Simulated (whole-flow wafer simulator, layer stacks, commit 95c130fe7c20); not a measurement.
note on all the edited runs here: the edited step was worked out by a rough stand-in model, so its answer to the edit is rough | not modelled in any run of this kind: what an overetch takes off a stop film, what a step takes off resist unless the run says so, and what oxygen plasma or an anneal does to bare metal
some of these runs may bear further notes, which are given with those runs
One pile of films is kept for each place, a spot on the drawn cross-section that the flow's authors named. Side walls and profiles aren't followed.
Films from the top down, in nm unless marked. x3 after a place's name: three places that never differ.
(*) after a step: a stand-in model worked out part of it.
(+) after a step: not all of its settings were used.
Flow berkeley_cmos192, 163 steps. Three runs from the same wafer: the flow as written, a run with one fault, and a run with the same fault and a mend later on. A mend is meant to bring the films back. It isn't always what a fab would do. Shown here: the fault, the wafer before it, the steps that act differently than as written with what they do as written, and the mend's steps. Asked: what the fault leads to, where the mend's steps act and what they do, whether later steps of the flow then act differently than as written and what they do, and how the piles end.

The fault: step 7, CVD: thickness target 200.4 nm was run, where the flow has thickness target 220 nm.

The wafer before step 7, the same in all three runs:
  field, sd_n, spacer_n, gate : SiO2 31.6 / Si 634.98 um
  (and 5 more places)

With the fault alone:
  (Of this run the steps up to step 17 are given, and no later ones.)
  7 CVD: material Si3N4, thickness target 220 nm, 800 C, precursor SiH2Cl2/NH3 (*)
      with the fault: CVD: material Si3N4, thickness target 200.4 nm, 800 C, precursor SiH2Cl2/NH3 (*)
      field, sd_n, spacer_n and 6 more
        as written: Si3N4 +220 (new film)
        with the fault: Si3N4 +200.4 (new film)
  Later steps of the flow that act differently than as written (1 more step differs only slightly, by at most 2% or 0.5 nm, whichever is larger, and isn't shown):
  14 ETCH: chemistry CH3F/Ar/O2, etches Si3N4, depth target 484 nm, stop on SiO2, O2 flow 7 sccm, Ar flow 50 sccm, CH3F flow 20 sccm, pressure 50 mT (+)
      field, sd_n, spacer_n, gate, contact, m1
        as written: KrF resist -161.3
        with the fault: KrF resist -148.3
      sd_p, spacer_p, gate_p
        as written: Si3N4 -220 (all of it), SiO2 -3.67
        with the fault: Si3N4 -200.4 (all of it), SiO2 -3.67
  After step 17 the piles differ from the flow's by more than 2% or 0.5 nm, whichever is larger, at field, sd_n, spacer_n, gate, contact, m1.
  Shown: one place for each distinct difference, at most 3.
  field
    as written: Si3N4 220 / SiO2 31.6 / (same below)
    with the fault: Si3N4 200.4 / SiO2 31.6 / (same below)

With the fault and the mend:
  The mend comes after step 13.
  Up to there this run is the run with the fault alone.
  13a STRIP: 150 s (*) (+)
      field, sd_n, spacer_n, gate, contact, m1
        KrF resist -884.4 (all of it)
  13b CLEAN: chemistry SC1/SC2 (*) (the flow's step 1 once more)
      changes no film at any place that is followed
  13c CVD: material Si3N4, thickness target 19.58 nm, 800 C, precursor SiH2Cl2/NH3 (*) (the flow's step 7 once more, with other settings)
      field, sd_n, spacer_n and 6 more
        Si3N4 +19.6
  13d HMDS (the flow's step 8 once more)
      changes no film at any place that is followed
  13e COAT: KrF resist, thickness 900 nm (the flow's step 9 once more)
      field, sd_n, spacer_n and 6 more
        KrF resist +900 (new film)
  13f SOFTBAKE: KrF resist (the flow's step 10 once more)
      changes no film at any place that is followed
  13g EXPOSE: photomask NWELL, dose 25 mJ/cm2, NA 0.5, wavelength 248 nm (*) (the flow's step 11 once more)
      changes no film at any place that is followed
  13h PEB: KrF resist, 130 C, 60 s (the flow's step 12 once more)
      field, sd_n, spacer_n and 6 more
        KrF resist -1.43
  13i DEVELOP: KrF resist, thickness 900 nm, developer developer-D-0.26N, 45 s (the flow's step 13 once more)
      field, sd_n, spacer_n, gate, contact, m1
        KrF resist -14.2
      sd_p, spacer_p, gate_p
        KrF resist -898.6 (all of it)
  No later step of the flow acts differently than as written at any place that is followed.
  At the end the piles are the same as the flow's at every place that both follow.
